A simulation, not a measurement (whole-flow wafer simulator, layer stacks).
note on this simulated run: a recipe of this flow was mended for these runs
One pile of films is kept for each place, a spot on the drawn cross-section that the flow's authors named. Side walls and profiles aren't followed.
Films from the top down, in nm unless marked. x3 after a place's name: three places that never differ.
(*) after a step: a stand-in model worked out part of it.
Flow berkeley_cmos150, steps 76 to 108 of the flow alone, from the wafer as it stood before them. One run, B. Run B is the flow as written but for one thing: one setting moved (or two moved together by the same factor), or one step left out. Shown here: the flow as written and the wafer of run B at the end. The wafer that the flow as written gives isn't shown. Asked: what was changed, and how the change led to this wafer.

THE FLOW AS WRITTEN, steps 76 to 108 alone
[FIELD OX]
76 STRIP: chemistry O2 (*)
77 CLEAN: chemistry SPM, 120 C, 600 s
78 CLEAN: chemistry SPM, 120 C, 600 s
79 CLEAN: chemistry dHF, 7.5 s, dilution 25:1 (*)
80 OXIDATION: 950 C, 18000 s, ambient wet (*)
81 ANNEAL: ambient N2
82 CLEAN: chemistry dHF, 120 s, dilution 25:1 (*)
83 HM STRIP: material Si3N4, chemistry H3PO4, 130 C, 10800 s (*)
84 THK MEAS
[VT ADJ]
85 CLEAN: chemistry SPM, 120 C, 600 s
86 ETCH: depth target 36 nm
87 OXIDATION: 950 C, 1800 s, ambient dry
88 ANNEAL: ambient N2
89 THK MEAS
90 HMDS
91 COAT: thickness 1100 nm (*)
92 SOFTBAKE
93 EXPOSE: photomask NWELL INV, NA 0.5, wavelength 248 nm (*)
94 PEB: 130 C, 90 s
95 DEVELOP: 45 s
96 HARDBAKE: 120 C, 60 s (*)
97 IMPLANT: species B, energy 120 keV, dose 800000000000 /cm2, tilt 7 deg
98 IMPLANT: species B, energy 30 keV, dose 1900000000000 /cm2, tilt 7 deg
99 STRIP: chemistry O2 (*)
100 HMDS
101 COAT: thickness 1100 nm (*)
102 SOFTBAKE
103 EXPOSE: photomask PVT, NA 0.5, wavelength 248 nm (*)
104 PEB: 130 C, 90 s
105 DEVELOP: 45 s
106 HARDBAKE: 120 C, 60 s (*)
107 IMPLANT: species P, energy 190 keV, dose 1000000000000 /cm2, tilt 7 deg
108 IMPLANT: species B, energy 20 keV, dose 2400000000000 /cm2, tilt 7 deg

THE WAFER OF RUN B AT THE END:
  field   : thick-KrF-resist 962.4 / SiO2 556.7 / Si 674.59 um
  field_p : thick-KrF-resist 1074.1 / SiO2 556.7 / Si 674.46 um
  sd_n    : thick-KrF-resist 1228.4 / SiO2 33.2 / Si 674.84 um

The cause: step 86, ETCH: depth target 45 nm was run, where the flow has depth target 36 nm.

How the change led to this, step by step:
  86 ETCH: depth target 36 nm
      field, field_p, sd_n: SiO2 -45 (as written it would be: SiO2 -36)
  87 OXIDATION: 950 C, 1800 s, ambient dry
      sd_n: SiO2 +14, Si -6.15 (as written it would be: SiO2 +12.1, Si -5.32)
